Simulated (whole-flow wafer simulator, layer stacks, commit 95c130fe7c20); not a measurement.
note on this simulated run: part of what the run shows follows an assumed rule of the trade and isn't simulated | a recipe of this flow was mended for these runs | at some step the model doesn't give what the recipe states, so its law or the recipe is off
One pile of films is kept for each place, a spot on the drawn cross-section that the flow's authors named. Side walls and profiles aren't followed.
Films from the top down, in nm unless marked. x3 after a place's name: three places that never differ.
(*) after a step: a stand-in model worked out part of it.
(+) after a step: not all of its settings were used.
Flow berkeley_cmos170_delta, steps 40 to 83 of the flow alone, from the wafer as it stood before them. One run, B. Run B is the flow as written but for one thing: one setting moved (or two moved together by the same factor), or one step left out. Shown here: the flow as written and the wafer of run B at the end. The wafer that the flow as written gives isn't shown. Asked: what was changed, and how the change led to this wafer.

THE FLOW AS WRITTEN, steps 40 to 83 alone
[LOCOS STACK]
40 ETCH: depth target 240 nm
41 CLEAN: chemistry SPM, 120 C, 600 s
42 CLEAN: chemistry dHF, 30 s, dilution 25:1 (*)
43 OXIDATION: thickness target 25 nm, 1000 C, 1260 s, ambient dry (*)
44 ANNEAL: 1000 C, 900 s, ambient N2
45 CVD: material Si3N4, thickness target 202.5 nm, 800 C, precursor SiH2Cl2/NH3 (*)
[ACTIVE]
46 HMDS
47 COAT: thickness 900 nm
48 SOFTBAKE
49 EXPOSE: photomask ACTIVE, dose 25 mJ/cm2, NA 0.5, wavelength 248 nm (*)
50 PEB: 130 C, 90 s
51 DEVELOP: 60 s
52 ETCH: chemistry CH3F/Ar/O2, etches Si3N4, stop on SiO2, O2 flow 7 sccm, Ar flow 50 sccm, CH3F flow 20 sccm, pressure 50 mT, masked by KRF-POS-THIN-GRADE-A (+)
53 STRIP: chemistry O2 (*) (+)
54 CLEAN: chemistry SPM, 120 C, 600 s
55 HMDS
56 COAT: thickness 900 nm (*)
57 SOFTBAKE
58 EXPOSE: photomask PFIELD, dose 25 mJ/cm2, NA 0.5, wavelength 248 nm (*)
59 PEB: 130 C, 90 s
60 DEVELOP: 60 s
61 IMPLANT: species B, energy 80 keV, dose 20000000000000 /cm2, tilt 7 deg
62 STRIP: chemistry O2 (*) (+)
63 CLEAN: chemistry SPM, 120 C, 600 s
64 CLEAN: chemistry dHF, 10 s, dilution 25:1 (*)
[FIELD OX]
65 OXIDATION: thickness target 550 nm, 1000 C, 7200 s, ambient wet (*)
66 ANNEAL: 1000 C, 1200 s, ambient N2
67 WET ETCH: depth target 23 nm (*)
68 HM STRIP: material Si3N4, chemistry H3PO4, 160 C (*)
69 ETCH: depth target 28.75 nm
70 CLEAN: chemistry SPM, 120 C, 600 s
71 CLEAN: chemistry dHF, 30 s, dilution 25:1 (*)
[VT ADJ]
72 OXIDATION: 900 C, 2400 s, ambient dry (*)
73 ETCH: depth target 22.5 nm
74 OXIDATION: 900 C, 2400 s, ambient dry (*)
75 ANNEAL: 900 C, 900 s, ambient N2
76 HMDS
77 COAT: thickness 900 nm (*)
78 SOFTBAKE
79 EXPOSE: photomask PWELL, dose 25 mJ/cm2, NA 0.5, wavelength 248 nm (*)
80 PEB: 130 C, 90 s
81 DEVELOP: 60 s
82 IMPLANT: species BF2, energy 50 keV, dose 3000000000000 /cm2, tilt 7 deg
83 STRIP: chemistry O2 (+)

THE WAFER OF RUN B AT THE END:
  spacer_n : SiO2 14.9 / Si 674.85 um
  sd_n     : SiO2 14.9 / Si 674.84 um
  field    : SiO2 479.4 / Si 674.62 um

The cause: step 43, OXIDATION: thickness target 75 nm was run, where the flow has thickness target 25 nm; step 43, OXIDATION: 3780 s was run, where the flow has 1260 s.

How the change led to this, step by step:
  43 OXIDATION: thickness target 25 nm, 1000 C, 1260 s, ambient dry (*)
      field, sd_n, spacer_n and 6 more: SiO2 +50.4 (new film), Si -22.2 (as written it would be: SiO2 +26.6 (new film), Si -11.7)
  65 OXIDATION: thickness target 550 nm, 1000 C, 7200 s, ambient wet (*)
      field: SiO2 +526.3, Si -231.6 (as written it would be: SiO2 +542.1, Si -238.5)
      sd_n: SiO2 +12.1 (new film), Si3N4 -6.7, SiO2 +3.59, Si -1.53 (as written it would be: SiO2 +12.1 (new film), Si3N4 -6.7, SiO2 +0.15, Si -0.12)
      (and at 1 more place)
  69 ETCH: depth target 28.75 nm
      gate, gate_p, contact, m1: SiO2 -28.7 (as written it would be: SiO2 -17.5 (all of it))
      sd_n, sd_p: SiO2 -28.8 (as written it would be: SiO2 -17.6 (all of it))
      (and at 2 more places)
  70 CLEAN: chemistry SPM, 120 C, 600 s
      sd_n, spacer_n, gate, sd_p, spacer_p, gate_p, contact, m1: nothing (as written it would be: chemical SiO2 +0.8 (new film), Si -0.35)
  71 CLEAN: chemistry dHF, 30 s, dilution 25:1 (*)
      sd_n, spacer_n, gate, sd_p, spacer_p, gate_p, contact, m1: SiO2 -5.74 (as written it would be: chemical SiO2 -0.8 (all of it))
  72 OXIDATION: 900 C, 2400 s, ambient dry (*)
      spacer_n, gate, spacer_p, gate_p, contact, m1: SiO2 +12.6, Si -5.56 (as written it would be: SiO2 +14.9 (new film), Si -6.57)
      sd_n: SiO2 +11.9, Si -5.22 (as written it would be: SiO2 +14.9 (new film), Si -6.57)
      (and at 1 more place)
  73 ETCH: depth target 22.5 nm
      spacer_n, gate, spacer_p, gate_p, contact, m1: SiO2 -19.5 (all of it) (as written it would be: SiO2 -14.9 (all of it))
      sd_n: SiO2 -22.3 (all of it) (as written it would be: SiO2 -14.9 (all of it))
      (and at 1 more place)
